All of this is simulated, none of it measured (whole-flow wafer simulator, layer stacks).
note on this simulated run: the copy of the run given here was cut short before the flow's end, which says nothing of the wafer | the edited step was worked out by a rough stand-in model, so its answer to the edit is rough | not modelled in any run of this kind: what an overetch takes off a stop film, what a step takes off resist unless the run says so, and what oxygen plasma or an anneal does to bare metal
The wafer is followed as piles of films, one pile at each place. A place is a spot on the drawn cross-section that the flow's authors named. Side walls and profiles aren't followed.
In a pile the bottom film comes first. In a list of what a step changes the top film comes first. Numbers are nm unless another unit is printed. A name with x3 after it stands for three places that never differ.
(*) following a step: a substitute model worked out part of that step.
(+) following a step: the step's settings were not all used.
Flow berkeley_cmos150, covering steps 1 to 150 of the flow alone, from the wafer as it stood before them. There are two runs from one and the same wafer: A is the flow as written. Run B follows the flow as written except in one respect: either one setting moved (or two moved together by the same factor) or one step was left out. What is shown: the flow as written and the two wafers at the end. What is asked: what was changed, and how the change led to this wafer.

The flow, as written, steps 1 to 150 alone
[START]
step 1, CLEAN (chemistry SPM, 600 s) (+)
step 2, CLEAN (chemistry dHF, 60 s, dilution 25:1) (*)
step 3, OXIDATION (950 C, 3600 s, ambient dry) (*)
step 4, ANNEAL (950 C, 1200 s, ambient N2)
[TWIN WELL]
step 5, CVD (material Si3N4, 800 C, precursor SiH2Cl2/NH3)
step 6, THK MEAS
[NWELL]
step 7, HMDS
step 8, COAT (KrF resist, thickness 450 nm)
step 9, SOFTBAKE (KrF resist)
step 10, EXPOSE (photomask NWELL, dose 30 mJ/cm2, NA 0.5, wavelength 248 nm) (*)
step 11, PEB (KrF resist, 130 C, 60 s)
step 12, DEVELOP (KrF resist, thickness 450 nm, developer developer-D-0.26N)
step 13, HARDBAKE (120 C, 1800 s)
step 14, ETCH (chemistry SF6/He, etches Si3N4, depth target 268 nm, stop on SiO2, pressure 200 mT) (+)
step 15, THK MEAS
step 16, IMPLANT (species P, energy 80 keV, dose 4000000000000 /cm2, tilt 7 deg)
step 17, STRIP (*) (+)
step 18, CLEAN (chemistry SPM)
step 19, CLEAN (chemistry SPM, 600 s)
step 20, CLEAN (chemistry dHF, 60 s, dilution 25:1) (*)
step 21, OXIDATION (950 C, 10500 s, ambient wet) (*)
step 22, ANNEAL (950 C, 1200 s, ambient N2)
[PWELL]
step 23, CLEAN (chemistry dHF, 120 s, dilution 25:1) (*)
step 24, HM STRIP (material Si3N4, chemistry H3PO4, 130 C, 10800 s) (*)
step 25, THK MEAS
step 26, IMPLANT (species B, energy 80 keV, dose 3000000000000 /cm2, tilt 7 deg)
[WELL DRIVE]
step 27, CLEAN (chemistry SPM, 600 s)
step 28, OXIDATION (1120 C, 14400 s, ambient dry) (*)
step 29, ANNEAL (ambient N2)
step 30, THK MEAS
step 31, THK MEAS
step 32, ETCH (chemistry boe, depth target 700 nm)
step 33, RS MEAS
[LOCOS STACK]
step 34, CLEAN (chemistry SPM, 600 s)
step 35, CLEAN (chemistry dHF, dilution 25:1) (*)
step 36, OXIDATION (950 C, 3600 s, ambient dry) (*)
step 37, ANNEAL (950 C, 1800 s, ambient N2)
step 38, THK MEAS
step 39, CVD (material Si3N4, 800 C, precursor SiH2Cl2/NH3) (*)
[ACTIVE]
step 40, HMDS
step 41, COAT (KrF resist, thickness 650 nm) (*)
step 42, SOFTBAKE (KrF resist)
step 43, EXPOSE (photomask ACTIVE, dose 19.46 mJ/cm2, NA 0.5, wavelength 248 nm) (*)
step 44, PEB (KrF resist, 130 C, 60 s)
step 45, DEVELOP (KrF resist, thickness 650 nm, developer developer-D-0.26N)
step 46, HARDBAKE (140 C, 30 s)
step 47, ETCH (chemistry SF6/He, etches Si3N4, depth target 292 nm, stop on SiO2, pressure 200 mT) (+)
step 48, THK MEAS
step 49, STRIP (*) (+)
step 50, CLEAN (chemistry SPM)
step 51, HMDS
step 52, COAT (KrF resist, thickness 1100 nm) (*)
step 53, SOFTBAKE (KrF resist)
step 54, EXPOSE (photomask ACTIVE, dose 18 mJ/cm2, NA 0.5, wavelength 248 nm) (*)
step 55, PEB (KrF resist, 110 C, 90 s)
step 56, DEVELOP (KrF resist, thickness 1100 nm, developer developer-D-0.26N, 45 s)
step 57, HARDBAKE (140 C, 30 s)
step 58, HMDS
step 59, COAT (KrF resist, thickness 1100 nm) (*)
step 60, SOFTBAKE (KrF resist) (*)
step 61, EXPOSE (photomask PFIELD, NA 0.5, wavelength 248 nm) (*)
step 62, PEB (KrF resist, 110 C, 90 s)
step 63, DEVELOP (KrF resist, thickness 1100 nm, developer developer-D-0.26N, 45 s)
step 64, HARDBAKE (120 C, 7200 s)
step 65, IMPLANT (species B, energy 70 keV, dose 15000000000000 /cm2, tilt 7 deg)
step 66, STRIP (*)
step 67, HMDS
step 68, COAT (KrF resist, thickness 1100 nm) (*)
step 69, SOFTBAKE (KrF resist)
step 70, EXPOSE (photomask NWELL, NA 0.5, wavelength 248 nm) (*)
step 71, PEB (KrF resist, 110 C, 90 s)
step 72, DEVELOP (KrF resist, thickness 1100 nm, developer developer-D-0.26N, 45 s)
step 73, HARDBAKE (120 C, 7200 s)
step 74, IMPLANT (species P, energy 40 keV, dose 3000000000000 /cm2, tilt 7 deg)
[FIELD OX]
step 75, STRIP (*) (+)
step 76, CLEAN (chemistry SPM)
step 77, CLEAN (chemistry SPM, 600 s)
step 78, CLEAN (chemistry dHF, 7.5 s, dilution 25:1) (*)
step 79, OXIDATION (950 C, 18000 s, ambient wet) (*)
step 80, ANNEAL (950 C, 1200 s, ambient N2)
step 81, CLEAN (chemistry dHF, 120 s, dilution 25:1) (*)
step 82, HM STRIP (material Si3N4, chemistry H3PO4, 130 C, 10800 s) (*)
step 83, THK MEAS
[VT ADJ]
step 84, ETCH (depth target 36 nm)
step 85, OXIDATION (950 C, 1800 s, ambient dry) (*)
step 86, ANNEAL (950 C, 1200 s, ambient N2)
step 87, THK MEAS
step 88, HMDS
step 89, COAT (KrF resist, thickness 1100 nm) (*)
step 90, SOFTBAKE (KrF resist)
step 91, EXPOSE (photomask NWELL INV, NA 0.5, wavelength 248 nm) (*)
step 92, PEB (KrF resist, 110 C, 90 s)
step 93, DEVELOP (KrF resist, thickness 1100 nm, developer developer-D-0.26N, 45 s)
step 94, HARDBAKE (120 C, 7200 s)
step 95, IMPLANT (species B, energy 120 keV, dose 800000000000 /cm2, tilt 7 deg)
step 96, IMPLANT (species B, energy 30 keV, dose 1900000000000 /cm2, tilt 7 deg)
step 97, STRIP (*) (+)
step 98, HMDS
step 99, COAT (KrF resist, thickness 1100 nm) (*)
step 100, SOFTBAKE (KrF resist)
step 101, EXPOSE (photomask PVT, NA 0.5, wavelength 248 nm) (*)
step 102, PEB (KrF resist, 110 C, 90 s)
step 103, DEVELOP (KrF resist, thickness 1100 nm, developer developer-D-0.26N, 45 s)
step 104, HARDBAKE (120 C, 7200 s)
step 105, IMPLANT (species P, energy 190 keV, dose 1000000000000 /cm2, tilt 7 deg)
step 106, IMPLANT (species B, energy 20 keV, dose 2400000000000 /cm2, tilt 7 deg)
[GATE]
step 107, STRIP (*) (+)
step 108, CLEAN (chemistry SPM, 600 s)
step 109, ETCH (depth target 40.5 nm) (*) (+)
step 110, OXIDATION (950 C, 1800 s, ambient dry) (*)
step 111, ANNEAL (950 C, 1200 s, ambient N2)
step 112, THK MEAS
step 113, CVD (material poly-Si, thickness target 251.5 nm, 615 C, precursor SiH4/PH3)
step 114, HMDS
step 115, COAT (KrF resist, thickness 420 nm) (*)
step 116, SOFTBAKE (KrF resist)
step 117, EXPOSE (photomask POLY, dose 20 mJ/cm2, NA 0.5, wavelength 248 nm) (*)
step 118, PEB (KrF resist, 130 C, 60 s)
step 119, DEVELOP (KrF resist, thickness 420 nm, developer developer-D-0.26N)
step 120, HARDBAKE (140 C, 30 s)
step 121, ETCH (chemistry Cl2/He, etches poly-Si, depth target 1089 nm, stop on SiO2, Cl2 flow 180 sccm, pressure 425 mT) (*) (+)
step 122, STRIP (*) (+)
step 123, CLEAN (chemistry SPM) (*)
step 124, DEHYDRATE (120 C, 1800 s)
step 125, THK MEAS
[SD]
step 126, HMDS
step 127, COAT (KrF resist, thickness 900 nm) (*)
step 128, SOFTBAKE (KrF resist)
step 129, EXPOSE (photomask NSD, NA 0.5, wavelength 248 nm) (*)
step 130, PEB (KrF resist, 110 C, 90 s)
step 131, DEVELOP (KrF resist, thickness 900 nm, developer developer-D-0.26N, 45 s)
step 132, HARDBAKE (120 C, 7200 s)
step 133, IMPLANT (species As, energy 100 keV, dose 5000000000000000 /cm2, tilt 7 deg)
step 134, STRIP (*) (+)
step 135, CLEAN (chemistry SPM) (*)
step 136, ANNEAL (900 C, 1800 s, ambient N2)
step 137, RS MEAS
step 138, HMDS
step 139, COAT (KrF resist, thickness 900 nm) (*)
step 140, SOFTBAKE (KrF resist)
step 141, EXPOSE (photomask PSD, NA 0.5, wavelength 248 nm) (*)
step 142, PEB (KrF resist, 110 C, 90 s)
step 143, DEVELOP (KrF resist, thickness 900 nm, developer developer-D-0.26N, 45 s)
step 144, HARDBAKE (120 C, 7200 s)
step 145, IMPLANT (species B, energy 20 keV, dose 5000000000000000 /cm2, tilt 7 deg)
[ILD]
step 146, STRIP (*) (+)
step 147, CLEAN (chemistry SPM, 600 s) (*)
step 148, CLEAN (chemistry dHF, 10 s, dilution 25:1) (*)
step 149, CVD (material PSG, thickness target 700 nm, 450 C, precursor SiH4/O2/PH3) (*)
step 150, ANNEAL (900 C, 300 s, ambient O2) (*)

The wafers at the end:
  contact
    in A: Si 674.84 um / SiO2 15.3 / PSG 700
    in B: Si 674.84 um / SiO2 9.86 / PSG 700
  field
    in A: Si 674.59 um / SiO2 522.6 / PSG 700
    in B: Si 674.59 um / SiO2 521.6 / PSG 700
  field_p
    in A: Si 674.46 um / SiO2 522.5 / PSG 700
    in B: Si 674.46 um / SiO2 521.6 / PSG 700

Cause: step 110, OXIDATION: 919 C was run, though the flow has 950 C.

How this came from the change, step by step:
  step 110, OXIDATION (950 C, 1800 s, ambient dry) (*)
      sd_n, gate_n, sd_p, gate_p, contact, m1: A SiO2 gains 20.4 (new film), Si loses 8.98 | B SiO2 gains 15 (new film), Si loses 6.58
      field, field_p: A SiO2 gains 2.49, Si loses 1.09 | B SiO2 gains 1.58, Si loses 0.7
